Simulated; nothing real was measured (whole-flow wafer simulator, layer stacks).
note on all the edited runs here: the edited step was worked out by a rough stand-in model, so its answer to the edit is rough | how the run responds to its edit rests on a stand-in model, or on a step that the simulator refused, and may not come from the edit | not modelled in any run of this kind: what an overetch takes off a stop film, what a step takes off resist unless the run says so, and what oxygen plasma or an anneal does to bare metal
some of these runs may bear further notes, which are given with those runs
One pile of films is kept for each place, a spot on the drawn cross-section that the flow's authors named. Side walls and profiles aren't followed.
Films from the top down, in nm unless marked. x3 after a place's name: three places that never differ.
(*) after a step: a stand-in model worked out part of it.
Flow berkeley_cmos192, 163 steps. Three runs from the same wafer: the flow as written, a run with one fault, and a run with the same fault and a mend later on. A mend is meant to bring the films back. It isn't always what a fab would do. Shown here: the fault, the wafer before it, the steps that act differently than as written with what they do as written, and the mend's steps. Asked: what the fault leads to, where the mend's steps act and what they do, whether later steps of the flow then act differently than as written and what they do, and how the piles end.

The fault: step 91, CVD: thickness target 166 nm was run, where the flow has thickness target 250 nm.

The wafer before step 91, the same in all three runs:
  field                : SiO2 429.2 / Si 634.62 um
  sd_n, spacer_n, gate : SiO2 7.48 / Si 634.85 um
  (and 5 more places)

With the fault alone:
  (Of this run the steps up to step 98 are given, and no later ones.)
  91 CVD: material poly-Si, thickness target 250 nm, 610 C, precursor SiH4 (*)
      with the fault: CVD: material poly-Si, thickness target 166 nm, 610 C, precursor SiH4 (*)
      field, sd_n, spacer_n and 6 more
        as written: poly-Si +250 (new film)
        with the fault: poly-Si +166 (new film)
  No later step of the flow up to step 98 acts differently than as written, at any place that is followed, by more than 2% or 0.5 nm, whichever is larger.
  After step 98 the piles differ from the flow's by more than 2% or 0.5 nm, whichever is larger, at field, sd_n, spacer_n and 6 more.
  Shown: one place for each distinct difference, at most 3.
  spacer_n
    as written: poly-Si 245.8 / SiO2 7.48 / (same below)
    with the fault: poly-Si 161.8 / SiO2 7.48 / (same below)
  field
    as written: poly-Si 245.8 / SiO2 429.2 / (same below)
    with the fault: poly-Si 161.9 / SiO2 429.2 / (same below)
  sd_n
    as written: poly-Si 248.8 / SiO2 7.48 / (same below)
    with the fault: poly-Si 164.8 / SiO2 7.48 / (same below)

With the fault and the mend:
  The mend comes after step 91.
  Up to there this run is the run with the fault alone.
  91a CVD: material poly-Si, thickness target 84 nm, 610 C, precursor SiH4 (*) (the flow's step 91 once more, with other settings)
      field, sd_n, spacer_n and 6 more
        poly-Si +84
  No later step of the flow acts differently than as written, at any place that is followed, by more than 2% or 0.5 nm, whichever is larger.
  At the end the piles are the same as the flow's at every place that both follow.
